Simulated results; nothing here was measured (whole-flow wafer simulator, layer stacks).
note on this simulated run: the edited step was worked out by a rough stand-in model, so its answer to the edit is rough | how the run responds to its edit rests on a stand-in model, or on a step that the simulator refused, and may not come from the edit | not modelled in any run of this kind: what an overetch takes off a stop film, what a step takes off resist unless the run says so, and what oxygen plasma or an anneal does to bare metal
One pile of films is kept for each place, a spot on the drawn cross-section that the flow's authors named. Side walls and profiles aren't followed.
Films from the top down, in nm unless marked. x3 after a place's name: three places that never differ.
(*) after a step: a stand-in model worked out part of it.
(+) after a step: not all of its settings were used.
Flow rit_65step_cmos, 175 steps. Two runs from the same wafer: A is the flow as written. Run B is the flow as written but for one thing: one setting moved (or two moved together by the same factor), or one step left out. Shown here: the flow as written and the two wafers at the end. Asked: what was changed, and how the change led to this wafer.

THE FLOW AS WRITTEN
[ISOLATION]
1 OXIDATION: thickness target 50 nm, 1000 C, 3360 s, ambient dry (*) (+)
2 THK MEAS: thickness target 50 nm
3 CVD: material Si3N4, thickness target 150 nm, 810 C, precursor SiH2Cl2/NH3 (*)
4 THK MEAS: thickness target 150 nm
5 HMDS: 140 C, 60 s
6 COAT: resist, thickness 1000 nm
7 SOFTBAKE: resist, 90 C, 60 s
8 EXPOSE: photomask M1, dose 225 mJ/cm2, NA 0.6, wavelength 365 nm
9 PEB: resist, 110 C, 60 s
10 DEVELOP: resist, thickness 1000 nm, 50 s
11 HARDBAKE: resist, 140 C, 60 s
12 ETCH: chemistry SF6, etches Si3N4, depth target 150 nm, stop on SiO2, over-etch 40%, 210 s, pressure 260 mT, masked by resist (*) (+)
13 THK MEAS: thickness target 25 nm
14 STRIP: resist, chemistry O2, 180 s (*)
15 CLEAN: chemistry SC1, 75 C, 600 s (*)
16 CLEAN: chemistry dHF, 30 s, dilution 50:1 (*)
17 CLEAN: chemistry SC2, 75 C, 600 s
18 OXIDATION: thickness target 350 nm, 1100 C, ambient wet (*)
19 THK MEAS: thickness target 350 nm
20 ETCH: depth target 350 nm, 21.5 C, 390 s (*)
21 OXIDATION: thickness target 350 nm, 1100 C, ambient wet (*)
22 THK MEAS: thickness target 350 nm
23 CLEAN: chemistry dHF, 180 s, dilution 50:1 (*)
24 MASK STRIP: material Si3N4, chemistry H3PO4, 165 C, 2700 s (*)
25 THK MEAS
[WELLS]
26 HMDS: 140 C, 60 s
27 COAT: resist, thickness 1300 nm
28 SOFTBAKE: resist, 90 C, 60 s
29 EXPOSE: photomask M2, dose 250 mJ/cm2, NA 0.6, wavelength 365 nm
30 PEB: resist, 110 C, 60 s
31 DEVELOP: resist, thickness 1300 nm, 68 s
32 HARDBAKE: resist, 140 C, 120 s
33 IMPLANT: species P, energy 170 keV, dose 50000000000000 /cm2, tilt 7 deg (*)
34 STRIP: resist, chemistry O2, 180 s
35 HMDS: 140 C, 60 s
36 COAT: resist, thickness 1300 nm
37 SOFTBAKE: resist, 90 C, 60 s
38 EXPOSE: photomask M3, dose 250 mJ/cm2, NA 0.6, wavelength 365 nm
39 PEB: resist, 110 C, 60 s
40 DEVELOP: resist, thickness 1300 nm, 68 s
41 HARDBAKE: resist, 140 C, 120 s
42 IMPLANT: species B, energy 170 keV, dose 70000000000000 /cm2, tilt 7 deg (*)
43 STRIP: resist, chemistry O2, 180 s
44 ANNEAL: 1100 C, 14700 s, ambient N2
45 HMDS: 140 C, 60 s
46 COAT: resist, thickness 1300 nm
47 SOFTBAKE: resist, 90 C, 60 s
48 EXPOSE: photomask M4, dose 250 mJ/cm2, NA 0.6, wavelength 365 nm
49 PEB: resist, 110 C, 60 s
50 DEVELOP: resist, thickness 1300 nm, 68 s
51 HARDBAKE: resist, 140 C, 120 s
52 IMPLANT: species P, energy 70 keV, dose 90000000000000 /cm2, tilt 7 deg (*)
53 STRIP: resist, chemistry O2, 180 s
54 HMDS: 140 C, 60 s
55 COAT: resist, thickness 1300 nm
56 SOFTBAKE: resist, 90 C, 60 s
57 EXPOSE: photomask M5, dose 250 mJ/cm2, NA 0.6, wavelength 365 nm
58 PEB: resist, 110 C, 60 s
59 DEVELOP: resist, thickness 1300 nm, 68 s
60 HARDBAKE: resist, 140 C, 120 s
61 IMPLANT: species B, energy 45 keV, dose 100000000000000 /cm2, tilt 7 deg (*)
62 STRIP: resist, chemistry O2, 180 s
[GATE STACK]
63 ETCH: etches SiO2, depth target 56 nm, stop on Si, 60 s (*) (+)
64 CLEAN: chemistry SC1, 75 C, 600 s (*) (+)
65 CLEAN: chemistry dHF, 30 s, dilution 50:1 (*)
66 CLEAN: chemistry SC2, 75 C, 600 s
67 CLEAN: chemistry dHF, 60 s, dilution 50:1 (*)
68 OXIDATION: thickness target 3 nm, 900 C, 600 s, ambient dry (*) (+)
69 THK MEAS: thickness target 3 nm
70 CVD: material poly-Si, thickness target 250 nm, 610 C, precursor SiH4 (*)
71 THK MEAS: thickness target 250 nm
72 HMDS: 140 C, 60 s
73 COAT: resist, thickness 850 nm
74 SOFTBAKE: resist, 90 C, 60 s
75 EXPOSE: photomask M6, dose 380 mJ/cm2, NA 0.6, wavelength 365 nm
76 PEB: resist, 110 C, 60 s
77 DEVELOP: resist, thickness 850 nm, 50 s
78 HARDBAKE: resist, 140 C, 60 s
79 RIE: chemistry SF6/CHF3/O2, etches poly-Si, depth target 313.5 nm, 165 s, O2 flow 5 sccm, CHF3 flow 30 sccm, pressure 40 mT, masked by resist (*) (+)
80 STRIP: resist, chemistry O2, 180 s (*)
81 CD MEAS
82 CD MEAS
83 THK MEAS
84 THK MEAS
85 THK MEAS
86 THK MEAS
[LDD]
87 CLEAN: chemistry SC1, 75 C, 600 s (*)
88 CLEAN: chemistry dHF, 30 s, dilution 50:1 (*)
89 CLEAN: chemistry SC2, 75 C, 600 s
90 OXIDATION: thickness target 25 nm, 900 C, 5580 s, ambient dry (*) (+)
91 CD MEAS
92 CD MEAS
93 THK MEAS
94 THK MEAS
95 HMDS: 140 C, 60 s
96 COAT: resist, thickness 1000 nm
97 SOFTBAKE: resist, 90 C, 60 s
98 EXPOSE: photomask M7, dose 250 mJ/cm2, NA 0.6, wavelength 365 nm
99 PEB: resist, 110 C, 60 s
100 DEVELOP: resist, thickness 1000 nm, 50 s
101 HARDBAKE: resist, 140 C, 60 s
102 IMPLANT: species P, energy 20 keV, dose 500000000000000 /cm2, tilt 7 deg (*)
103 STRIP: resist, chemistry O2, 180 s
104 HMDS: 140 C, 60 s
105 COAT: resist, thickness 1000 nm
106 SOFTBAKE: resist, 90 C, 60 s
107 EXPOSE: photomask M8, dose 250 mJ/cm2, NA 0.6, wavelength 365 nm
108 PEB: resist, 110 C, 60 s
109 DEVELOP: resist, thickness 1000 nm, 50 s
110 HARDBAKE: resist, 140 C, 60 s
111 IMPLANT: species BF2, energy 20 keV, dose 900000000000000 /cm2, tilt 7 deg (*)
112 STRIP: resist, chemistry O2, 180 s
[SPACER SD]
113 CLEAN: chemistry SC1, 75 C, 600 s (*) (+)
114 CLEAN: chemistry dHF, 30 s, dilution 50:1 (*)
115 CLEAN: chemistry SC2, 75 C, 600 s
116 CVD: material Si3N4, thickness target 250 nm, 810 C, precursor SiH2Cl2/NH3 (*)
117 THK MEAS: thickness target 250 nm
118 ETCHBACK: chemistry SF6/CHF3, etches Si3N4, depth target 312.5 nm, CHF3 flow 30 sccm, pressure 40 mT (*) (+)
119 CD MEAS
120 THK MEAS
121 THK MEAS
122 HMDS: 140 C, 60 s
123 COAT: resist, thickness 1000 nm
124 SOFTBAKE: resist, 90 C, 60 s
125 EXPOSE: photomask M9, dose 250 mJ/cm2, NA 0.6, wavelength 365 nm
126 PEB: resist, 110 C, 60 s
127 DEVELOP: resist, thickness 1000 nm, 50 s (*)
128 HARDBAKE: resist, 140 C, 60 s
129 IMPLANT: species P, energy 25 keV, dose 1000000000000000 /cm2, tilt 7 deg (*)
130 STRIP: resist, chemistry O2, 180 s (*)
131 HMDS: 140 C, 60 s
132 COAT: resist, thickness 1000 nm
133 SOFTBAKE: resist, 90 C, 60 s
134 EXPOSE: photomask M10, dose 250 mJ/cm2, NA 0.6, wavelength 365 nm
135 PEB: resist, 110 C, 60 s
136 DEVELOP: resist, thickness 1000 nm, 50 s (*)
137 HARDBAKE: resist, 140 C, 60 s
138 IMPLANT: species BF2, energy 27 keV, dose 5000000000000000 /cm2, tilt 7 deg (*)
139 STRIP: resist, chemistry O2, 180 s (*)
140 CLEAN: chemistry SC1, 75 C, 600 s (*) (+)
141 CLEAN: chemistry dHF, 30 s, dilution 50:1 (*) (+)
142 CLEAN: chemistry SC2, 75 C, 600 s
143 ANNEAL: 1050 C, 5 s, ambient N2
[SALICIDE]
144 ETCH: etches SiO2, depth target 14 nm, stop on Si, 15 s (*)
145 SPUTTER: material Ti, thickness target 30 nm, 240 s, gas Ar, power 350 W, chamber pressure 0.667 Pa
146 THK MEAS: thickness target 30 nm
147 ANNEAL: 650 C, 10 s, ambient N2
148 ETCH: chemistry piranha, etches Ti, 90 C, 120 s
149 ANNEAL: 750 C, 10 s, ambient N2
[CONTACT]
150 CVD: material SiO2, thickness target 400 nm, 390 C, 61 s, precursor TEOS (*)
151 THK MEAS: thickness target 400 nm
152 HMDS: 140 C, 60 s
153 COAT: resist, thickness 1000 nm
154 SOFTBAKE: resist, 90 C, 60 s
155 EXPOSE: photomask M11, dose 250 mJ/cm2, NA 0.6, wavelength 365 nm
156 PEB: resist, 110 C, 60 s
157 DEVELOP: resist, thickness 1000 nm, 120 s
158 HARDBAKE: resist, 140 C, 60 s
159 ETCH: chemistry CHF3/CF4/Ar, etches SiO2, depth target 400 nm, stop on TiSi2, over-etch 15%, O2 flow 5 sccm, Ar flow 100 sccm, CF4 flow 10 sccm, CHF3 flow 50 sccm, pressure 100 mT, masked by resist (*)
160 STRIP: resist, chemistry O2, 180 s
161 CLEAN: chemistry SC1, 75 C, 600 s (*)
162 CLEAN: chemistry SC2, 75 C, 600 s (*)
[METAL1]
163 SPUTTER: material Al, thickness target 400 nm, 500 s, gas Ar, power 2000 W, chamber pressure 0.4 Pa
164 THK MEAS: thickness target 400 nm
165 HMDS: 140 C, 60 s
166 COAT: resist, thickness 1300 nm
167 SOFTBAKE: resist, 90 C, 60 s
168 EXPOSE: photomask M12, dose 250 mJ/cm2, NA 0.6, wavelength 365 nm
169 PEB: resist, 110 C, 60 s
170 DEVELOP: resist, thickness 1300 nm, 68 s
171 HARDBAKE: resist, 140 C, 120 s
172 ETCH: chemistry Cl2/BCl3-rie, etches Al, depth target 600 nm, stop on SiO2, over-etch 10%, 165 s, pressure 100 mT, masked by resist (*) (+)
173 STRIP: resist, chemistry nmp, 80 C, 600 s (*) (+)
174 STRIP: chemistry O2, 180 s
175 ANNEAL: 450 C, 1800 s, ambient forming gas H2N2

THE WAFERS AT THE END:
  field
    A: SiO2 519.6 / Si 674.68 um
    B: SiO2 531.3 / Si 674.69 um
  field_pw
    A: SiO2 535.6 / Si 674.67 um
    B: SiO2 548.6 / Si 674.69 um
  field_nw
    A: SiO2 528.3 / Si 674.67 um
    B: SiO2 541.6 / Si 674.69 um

The cause: step 20, ETCH: 312 s was run, where the flow has 390 s.

How the change led to this, step by step:
  20 ETCH: depth target 350 nm, 21.5 C, 390 s (*)
      field, field_p: A SiO2 -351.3 (all of it), Si -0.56 | B SiO2 -304.7
      field_pw, field_nw: A SiO2 -355.4 (all of it), Si -0.49 | B SiO2 -304.7
      (and at 10 more places)
  21 OXIDATION: thickness target 350 nm, 1100 C, ambient wet (*)
      field, field_p: A SiO2 +350 (new film), Si -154 | B SiO2 +315.3, Si -138.7
      field_pw, field_nw: A SiO2 +350 (new film), Si -154 | B SiO2 +312.5, Si -137.5
  73 COAT: resist, thickness 850 nm
      field: A resist +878 (new film) | B resist +858.3 (new film)
      field_p: A resist +884.6 (new film) | B resist +864.9 (new film)
  76 PEB: resist, 110 C, 60 s
      field: A resist -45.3 | B resist -44.3
      field_p: A resist -45.7 | B resist -44.6
  77 DEVELOP: resist, thickness 850 nm, 50 s
      field: A resist -832.7 (all of it) | B resist -814 (all of it)
      field_p: A resist -838.9 (all of it) | B resist -820.2 (all of it)
  126 PEB: resist, 110 C, 60 s
      field: A resist -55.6 | B resist -54.4
  128 HARDBAKE: resist, 140 C, 60 s
      field_nw: A resist -67.1 | B resist -65.7
      field_p: A resist -68.8 | B resist -67.3
  135 PEB: resist, 110 C, 60 s
      field: A resist -55.6 | B resist -54.4
  137 HARDBAKE: resist, 140 C, 60 s
      field: A resist -68.3 | B resist -66.5
      field_nw: A resist -67.1 | B resist -65.7
  158 HARDBAKE: resist, 140 C, 60 s
      field: A resist -70.2 | B resist -68.6
      field_pw: A resist -67.6 | B resist -66.2
      (and at 2 more places)
  160 STRIP: resist, chemistry O2, 180 s
      field: A resist -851 (all of it) | B resist -832.4 (all of it)
      field_p: A resist -857.3 (all of it) | B resist -838.7 (all of it)
